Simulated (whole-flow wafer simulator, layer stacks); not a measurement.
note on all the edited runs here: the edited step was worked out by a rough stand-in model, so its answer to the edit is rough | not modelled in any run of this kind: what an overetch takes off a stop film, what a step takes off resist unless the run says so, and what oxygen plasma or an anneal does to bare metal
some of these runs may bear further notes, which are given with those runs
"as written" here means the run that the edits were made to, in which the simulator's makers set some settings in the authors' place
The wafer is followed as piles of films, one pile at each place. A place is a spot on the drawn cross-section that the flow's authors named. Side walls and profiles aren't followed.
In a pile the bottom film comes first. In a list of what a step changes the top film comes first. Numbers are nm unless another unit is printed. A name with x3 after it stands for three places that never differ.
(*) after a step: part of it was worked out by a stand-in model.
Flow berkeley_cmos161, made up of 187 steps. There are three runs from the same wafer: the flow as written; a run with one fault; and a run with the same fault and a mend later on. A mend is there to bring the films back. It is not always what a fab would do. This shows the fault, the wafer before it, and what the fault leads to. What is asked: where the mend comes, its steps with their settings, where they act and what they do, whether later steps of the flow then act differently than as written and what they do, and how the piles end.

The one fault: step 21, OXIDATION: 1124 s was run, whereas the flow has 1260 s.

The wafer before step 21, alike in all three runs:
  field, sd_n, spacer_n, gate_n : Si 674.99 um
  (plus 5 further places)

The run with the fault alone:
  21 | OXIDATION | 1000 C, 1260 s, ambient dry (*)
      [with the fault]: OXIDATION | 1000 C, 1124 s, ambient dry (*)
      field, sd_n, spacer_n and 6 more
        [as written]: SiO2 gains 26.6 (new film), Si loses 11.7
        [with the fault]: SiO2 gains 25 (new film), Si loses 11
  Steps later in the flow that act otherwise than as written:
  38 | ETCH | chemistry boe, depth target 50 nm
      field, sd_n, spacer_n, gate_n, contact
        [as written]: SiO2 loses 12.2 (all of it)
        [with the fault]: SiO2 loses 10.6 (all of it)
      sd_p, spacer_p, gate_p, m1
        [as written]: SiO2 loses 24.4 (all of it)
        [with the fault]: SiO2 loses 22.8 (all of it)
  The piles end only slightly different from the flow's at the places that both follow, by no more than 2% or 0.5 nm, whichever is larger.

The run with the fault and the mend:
  The mend follows step 21.
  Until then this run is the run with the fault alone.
  21a | OXIDATION | 1000 C, 136 s, ambient dry (*) (a further turn of the flow's step 21, with different settings)
      field, sd_n, spacer_n and 6 more
        SiO2 gains 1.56, Si loses 0.69
  Every later step of the flow that is run acts as written at every place that is followed.
  At every place that both follow, the piles at the end match the flow's.
